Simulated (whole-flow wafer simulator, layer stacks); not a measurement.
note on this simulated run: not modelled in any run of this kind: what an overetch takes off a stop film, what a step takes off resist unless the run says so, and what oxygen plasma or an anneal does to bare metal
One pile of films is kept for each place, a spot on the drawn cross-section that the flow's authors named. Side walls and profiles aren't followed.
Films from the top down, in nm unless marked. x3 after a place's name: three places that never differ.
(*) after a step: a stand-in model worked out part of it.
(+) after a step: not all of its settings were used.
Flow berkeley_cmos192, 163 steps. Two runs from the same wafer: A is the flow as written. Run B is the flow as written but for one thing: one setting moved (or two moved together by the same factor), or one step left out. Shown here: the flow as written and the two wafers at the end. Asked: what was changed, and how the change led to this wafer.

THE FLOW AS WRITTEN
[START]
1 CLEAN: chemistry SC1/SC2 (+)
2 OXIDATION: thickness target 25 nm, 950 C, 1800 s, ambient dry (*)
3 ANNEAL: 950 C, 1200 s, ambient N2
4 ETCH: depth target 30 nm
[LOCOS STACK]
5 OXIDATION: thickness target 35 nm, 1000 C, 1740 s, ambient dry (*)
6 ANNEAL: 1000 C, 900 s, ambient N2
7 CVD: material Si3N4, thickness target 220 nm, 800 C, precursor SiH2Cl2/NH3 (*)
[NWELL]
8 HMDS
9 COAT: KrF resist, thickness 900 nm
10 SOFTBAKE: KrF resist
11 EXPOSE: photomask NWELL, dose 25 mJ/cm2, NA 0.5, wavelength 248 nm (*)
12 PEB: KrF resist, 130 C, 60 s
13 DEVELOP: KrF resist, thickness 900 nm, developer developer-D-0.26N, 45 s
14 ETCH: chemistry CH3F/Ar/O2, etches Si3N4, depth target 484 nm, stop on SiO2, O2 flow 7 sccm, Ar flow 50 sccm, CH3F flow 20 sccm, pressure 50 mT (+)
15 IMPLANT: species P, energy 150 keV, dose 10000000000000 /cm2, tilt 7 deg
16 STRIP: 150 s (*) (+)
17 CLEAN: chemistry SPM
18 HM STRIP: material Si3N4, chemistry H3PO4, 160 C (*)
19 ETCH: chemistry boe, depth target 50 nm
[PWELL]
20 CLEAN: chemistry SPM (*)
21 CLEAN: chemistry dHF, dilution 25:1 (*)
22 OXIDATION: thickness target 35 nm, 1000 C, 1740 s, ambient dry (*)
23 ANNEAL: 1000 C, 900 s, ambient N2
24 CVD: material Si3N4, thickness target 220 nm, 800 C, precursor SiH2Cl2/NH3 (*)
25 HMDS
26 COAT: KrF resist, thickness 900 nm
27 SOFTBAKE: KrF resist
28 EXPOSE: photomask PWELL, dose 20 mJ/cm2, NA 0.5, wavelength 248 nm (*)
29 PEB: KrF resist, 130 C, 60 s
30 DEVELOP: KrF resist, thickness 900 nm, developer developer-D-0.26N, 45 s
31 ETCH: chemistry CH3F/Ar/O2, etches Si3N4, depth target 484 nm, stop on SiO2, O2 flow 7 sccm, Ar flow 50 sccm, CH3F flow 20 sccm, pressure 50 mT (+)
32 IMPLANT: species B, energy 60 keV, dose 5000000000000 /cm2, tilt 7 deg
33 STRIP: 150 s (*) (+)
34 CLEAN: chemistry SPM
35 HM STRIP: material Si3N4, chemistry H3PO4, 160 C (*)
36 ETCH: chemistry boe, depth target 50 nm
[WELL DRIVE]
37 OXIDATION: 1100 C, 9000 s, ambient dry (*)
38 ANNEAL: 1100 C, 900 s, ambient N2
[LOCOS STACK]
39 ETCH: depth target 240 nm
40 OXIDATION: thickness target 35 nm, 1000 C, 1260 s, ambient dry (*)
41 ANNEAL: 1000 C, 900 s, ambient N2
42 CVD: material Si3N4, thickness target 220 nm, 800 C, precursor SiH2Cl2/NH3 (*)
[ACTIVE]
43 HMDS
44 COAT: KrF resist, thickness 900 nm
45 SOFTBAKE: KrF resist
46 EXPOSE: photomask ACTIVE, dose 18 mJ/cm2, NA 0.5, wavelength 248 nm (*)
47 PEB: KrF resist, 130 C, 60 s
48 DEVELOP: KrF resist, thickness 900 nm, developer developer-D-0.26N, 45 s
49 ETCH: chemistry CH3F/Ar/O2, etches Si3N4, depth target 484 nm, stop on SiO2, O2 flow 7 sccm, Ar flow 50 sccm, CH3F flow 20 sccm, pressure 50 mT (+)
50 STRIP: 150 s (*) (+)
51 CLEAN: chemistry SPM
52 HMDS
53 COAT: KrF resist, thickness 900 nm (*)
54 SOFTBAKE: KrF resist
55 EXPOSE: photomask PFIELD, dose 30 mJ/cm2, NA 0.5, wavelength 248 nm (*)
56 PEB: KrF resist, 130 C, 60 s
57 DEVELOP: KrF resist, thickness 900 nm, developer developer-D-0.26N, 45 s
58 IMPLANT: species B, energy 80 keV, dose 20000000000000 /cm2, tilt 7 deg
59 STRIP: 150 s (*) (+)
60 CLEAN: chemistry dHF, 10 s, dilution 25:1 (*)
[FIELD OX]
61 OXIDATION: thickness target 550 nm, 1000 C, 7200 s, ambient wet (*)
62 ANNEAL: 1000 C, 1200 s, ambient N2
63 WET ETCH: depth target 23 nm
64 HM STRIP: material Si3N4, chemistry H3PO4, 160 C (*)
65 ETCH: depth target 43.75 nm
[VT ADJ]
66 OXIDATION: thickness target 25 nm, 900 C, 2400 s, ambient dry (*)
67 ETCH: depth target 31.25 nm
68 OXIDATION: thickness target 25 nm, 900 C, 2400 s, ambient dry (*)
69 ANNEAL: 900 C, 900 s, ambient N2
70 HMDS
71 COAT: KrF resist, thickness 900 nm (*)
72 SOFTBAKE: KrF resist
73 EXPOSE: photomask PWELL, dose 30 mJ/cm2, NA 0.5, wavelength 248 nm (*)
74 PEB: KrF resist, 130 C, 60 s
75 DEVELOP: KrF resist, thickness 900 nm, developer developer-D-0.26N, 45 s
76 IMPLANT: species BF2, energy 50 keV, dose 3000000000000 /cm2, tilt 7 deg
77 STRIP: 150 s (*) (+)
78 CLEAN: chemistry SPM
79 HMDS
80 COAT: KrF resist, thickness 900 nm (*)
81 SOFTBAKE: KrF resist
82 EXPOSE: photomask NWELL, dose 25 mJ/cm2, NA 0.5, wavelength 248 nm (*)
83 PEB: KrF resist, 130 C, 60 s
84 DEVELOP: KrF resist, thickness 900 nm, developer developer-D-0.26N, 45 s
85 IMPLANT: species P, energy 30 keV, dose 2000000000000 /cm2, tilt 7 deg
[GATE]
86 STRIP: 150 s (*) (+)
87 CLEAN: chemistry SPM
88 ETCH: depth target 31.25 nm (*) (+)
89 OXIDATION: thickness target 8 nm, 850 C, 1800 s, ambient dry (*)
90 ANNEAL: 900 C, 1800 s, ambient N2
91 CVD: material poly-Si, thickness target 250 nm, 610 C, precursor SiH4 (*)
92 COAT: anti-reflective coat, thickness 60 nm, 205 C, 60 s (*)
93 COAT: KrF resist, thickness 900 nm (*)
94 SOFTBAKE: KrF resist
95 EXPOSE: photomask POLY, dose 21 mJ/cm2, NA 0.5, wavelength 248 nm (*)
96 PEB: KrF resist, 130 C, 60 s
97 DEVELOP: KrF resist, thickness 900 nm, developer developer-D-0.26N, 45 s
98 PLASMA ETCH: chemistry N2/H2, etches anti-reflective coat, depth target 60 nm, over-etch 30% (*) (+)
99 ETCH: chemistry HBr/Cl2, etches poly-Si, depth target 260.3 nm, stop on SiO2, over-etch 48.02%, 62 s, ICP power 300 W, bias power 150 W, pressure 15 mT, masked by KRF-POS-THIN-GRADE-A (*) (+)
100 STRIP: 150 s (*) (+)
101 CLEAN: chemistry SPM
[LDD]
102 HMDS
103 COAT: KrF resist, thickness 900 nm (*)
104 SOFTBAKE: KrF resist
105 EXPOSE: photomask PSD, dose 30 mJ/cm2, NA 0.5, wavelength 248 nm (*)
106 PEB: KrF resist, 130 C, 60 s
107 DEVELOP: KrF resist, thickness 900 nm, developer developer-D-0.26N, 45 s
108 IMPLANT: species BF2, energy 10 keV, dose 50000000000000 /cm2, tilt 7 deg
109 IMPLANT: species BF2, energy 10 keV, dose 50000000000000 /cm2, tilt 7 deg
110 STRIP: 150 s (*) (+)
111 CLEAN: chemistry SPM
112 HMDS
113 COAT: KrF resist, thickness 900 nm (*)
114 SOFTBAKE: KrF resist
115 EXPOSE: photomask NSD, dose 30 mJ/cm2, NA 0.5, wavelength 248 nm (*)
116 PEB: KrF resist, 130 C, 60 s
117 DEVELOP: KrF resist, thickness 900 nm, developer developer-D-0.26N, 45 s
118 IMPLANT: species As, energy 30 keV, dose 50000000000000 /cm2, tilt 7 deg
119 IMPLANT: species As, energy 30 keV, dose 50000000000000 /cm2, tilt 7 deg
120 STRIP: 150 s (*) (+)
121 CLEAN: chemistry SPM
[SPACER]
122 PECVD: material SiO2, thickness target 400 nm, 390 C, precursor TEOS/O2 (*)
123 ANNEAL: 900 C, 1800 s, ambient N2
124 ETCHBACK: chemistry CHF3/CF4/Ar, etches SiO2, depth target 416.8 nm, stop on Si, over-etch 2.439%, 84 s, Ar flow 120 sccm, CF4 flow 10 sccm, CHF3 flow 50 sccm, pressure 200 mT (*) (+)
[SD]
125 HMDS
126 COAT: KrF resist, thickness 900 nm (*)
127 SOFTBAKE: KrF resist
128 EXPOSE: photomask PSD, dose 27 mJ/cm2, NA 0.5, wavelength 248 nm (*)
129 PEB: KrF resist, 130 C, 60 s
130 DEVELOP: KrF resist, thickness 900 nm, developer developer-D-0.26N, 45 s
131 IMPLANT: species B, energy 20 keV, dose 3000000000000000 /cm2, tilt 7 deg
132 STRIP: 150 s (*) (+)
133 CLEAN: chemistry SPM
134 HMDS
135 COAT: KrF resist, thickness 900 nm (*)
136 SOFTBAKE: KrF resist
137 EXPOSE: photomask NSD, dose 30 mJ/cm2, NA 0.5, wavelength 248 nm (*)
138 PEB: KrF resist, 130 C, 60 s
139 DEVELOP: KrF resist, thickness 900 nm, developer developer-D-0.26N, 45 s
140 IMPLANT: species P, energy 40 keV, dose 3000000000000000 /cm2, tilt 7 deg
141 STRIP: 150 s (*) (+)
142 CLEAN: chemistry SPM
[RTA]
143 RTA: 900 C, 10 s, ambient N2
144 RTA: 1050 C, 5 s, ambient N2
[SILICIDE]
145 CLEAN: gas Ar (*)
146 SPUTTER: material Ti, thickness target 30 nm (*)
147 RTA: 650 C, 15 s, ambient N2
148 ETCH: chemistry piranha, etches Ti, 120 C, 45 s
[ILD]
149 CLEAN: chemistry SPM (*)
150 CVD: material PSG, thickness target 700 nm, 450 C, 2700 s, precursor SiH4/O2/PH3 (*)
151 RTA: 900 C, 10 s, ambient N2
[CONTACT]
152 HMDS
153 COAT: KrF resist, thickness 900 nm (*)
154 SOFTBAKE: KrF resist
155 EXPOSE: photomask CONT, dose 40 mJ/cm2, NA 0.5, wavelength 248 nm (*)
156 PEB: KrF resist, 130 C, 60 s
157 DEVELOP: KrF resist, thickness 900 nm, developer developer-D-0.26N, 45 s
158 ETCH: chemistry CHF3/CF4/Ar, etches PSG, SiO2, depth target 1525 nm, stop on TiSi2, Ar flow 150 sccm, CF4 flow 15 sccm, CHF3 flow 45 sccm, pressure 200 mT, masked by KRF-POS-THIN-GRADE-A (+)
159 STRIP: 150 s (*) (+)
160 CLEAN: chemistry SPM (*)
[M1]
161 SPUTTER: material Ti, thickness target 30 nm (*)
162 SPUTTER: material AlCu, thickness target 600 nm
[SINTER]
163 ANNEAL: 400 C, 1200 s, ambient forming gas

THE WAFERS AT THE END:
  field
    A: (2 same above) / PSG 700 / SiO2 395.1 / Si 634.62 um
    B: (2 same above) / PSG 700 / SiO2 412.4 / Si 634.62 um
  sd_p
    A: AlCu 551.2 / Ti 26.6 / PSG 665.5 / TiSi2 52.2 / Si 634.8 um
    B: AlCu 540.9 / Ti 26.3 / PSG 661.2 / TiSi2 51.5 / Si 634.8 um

The cause: step 65, ETCH: depth target 26.25 nm was run, where the flow has depth target 43.75 nm.

How the change led to this, step by step:
  65 ETCH: depth target 43.75 nm
      field: A SiO2 -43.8 | B SiO2 -26.2
  92 COAT: anti-reflective coat, thickness 60 nm, 205 C, 60 s (*)
      sd_n: A anti-reflective coat +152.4 (new film) | B anti-reflective coat +164.6 (new film)
      spacer_n: A anti-reflective coat +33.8 (new film) | B anti-reflective coat +29.6 (new film)
      (and at 6 more places)
  98 PLASMA ETCH: chemistry N2/H2, etches anti-reflective coat, depth target 60 nm, over-etch 30% (*) (+)
      sd_n: A anti-reflective coat -152.4 (all of it), poly-Si -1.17 | B anti-reflective coat -164.6 (all of it), poly-Si -1.27
      spacer_n: A anti-reflective coat -33.8 (all of it), poly-Si -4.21 | B anti-reflective coat -29.6 (all of it), poly-Si -4.73
      (and at 4 more places)
  100 STRIP: 150 s (*) (+)
      gate: A chemical SiO2 +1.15 (new film), KrF resist -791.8 (all of it), anti-reflective coat -30 (all of it), poly-Si -0.51 | B chemical SiO2 +1.15 (new film), KrF resist -806.4 (all of it), anti-reflective coat -25.6 (all of it), poly-Si -0.51
      gate_p: A chemical SiO2 +1.15 (new film), KrF resist -765.1 (all of it), anti-reflective coat -31 (all of it), poly-Si -0.51 | B chemical SiO2 +1.15 (new film), KrF resist -774.6 (all of it), anti-reflective coat -28 (all of it), poly-Si -0.51
  147 RTA: 650 C, 15 s, ambient N2
      sd_p: A Ti -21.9, TiSi first +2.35 (new film), TiSi2 C49 +52.1 (new film), Si -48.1 | B Ti -21.6, TiSi first +1.64 (new film), TiSi2 C49 +52.4 (new film), Si -47.9
  151 RTA: 900 C, 10 s, ambient N2
      sd_p: A under 1 film: TiSi2 +52.2 (new film), TiSi first -2.25 (all of it), TiSi2 C49 -52.1 (all of it), Si -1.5 | B under 1 film: TiSi2 +51.5 (new film), TiSi first -1.54 (all of it), TiSi2 C49 -52.4 (all of it), Si -1.02
